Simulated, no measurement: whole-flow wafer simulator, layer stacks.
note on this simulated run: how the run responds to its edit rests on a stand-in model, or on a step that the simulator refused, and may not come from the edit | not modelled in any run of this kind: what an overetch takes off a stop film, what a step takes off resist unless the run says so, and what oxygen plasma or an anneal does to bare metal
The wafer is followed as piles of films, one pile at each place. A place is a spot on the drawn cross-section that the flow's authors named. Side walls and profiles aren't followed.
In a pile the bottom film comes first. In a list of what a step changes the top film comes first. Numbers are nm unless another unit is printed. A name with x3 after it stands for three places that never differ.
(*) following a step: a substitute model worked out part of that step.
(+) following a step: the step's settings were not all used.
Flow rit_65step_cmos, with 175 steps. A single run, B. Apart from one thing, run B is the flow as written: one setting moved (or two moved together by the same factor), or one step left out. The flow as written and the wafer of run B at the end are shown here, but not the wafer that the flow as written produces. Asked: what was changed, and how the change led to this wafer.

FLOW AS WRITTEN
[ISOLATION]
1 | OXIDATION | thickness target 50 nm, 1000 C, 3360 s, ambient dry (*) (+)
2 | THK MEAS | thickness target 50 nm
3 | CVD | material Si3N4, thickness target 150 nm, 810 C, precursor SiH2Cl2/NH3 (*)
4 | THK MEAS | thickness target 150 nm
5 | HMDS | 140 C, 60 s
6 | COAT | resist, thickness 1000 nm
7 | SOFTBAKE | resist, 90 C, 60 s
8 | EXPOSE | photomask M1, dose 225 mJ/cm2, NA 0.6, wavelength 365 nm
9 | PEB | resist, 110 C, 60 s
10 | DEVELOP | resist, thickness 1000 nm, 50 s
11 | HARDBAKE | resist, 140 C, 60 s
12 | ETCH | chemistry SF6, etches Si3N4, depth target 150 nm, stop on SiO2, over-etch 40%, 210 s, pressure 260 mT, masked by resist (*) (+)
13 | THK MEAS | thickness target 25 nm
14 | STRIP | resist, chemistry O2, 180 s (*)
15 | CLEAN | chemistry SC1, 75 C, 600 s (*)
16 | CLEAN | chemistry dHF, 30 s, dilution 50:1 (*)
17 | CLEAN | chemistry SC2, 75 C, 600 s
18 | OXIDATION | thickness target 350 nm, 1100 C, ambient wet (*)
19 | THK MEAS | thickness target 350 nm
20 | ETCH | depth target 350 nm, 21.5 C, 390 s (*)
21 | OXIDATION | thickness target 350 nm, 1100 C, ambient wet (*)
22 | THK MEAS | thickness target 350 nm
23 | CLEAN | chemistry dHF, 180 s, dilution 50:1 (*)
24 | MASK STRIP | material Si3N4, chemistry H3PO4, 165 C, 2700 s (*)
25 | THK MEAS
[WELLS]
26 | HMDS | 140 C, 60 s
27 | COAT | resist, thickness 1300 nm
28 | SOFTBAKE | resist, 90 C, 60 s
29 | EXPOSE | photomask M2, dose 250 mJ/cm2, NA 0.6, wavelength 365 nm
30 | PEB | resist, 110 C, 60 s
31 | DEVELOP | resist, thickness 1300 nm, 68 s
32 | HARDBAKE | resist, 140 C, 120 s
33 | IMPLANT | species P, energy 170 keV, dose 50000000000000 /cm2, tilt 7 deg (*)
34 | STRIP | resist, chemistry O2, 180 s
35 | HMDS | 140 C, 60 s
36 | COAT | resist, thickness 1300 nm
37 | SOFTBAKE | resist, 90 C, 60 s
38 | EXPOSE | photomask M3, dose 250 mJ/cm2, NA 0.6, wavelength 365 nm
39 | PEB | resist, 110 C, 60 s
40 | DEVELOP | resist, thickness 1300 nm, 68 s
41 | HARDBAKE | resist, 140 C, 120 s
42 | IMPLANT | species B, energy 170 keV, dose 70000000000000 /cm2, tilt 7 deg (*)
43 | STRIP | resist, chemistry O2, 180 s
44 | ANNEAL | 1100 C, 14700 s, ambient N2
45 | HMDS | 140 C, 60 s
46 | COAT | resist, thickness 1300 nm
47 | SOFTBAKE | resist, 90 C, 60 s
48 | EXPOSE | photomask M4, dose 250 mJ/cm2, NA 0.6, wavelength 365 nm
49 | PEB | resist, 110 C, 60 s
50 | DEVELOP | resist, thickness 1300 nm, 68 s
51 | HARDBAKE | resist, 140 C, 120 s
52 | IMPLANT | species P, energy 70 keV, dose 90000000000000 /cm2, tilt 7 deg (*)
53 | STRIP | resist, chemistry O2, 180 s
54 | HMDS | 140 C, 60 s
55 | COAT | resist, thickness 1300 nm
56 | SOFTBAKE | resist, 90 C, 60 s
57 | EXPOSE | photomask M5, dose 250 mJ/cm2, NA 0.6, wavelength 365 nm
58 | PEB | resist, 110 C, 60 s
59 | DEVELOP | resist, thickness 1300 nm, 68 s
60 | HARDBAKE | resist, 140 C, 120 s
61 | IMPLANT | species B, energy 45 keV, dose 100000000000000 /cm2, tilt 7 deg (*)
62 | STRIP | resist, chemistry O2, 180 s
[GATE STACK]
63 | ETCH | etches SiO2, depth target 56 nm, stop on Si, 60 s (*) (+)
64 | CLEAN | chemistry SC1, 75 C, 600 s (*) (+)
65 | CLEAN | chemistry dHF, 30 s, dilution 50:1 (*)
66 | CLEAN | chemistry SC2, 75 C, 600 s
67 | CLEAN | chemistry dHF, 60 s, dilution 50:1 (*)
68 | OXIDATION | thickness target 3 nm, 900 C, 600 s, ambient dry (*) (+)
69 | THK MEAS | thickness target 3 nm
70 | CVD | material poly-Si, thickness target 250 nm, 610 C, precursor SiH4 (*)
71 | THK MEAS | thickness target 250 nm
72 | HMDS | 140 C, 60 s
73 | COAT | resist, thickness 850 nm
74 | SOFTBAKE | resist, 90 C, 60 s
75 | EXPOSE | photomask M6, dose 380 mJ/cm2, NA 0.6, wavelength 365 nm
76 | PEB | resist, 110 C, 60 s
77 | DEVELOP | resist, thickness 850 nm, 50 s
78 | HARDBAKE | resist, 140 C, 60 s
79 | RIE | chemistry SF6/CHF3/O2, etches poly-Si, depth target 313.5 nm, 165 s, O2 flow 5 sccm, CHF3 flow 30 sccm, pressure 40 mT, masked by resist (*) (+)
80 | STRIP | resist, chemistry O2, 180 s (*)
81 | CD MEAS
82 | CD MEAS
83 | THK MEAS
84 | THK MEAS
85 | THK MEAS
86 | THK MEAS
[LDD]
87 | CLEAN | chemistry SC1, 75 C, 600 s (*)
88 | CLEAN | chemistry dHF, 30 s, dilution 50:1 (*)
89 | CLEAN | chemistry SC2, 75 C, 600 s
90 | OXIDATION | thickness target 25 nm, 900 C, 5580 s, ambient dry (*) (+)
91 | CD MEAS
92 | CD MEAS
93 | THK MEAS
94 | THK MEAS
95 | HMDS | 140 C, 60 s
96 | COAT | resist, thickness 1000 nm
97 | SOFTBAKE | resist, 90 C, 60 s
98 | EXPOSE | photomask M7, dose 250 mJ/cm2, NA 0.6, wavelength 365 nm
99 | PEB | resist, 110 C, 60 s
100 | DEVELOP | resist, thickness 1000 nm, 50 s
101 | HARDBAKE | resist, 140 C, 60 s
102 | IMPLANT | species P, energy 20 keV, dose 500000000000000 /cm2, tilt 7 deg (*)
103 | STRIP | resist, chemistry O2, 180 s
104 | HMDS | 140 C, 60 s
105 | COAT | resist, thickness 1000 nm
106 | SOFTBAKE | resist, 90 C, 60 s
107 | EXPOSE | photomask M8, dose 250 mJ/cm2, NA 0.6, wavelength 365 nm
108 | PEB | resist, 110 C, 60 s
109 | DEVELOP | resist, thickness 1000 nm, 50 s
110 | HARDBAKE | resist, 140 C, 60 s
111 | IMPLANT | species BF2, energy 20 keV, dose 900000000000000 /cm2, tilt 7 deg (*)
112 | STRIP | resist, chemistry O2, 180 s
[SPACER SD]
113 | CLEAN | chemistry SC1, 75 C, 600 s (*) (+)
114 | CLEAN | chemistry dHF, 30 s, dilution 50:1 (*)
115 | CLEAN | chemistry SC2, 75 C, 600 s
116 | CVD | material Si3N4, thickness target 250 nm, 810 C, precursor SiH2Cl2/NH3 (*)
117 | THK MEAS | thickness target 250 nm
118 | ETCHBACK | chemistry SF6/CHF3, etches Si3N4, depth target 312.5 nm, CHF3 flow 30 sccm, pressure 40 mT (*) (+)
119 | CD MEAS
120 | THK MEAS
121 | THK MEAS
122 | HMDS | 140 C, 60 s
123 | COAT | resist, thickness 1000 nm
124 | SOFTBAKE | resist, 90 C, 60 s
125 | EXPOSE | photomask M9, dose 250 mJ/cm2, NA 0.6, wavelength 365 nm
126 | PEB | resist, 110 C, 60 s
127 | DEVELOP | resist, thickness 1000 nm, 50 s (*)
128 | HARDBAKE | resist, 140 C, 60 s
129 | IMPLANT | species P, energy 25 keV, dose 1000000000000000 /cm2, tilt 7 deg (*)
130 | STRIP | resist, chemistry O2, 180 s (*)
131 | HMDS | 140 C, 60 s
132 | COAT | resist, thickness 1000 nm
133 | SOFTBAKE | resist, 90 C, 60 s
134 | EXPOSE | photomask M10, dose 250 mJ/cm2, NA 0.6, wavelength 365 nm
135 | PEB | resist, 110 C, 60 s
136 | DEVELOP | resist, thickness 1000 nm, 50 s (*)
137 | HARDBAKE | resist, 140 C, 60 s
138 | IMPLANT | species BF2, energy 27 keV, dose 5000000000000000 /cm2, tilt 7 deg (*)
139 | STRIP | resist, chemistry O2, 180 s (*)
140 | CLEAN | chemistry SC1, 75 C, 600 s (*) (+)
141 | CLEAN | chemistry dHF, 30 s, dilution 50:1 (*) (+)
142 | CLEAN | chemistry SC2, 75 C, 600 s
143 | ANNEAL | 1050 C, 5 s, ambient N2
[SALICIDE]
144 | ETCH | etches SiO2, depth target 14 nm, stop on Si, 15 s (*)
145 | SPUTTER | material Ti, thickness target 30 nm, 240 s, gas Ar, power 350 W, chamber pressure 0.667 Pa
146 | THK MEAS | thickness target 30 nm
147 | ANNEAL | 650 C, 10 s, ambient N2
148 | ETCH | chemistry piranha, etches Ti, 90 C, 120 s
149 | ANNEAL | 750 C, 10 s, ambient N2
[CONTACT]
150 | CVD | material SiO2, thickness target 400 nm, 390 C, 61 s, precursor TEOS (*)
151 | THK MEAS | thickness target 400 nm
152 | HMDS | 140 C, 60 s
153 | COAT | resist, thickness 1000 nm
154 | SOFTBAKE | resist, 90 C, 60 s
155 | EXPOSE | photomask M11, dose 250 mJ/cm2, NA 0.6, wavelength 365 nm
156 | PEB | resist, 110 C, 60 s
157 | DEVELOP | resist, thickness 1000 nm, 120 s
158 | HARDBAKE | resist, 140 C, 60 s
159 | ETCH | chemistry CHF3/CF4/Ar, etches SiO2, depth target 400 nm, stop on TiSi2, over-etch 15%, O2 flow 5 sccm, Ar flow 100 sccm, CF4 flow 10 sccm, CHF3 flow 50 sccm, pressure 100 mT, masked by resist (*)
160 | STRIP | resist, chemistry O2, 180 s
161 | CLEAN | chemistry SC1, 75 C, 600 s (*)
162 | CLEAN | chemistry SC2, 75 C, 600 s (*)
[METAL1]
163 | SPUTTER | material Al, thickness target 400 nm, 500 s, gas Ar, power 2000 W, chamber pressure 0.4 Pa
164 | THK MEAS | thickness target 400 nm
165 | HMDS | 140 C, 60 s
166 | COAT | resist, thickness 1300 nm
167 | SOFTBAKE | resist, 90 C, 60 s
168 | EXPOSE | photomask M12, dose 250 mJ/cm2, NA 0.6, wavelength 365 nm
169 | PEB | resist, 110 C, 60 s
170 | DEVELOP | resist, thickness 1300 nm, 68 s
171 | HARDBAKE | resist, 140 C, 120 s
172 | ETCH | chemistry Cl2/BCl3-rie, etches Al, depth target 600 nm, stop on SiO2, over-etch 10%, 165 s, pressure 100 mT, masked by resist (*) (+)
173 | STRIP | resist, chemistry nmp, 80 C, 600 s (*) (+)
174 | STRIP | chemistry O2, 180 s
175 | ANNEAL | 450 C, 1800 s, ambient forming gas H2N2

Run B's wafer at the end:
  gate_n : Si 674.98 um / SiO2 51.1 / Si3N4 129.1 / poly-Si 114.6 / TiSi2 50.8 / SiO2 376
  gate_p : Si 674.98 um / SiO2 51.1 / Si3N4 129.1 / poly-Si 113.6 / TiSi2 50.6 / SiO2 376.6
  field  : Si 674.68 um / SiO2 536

Cause: step 23, CLEAN: chemistry dHF, 180 s, dilution 50:1 (*), was skipped.

How this came from the change, step by step:
  24 | MASK STRIP | material Si3N4, chemistry H3PO4, 165 C, 2700 s (*)
      active_n, active_p, gate_n and 7 more: -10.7 SiO2 (in the flow as written it would be: -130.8 Si3N4 (all of it), -5.68 SiO2)
  27 | COAT | resist, thickness 1300 nm
      field_pw, field_nw: +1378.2 resist (new film) (in the flow as written it would be: +1313 resist (new film))
      field: +1404.6 resist (new film) (in the flow as written it would be: +1315.7 resist (new film))
      (and at 1 other place as well)
  30 | PEB | resist, 110 C, 60 s
      field_pw, field_nw: -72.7 resist (in the flow as written it would be: -69.1 resist)
      field: -74.2 resist (in the flow as written it would be: -69.2 resist)
      (and at 1 other place as well)
  31 | DEVELOP | resist, thickness 1300 nm, 68 s
      field_nw: -1305.5 resist (all of it) (in the flow as written it would be: -1243.9 resist (all of it))
      field_p: -1330.1 resist (all of it) (in the flow as written it would be: -1246.4 resist (all of it))
  32 | HARDBAKE | resist, 140 C, 120 s
      field: -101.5 resist (in the flow as written it would be: -94 resist)
      field_pw: -99.3 resist (in the flow as written it would be: -93.8 resist)
  34 | STRIP | resist, chemistry O2, 180 s
      field: -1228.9 resist (all of it) (in the flow as written it would be: -1152.5 resist (all of it))
      field_pw: -1206.2 resist (all of it) (in the flow as written it would be: -1150.2 resist (all of it))
  36 | COAT | resist, thickness 1300 nm
      field_pw, field_nw: +1378.2 resist (new film) (in the flow as written it would be: +1313 resist (new film))
      field: +1404.6 resist (new film) (in the flow as written it would be: +1315.7 resist (new film))
      (and at 1 other place as well)
  39 | PEB | resist, 110 C, 60 s
      field_pw, field_nw: -72.7 resist (in the flow as written it would be: -69.1 resist)
      field: -74.2 resist (in the flow as written it would be: -69.2 resist)
      (and at 1 other place as well)
  40 | DEVELOP | resist, thickness 1300 nm, 68 s
      field: -1330.4 resist (all of it) (in the flow as written it would be: -1246.5 resist (all of it))
      field_pw: -1305.5 resist (all of it) (in the flow as written it would be: -1243.9 resist (all of it))
  41 | HARDBAKE | resist, 140 C, 120 s
      field_nw: -99.3 resist (in the flow as written it would be: -93.8 resist)
      field_p: -101.5 resist (in the flow as written it would be: -94 resist)
  43 | STRIP | resist, chemistry O2, 180 s
      field_nw: -1206.2 resist (all of it) (in the flow as written it would be: -1150.2 resist (all of it))
      field_p: -1228.6 resist (all of it) (in the flow as written it would be: -1152.5 resist (all of it))
  46 | COAT | resist, thickness 1300 nm
      field_pw, field_nw: +1378.2 resist (new film) (in the flow as written it would be: +1313 resist (new film))
      field: +1404.6 resist (new film) (in the flow as written it would be: +1315.7 resist (new film))
      (and at 1 other place as well)
  49 | PEB | resist, 110 C, 60 s
      field_pw, field_nw: -72.7 resist (in the flow as written it would be: -69.1 resist)
      field: -74.2 resist (in the flow as written it would be: -69.2 resist)
      (and at 1 other place as well)
  50 | DEVELOP | resist, thickness 1300 nm, 68 s
      field_nw: -1305.5 resist (all of it) (in the flow as written it would be: -1243.9 resist (all of it))
      field_p: -1330.1 resist (all of it) (in the flow as written it would be: -1246.4 resist (all of it))
  51 | HARDBAKE | resist, 140 C, 120 s
      field: -101.5 resist (in the flow as written it would be: -94 resist)
      field_pw: -99.3 resist (in the flow as written it would be: -93.8 resist)
  53 | STRIP | resist, chemistry O2, 180 s
      field: -1228.9 resist (all of it) (in the flow as written it would be: -1152.5 resist (all of it))
      field_pw: -1206.2 resist (all of it) (in the flow as written it would be: -1150.2 resist (all of it))
  ... another 48 steps ...
  170 | DEVELOP | resist, thickness 1300 nm, 68 s
      field: -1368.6 resist (all of it) (in the flow as written it would be: -1316.6 resist (all of it))
      field_pw: -1323.5 resist (all of it) (in the flow as written it would be: -1285.5 resist (all of it))
      (and at 6 other places as well)
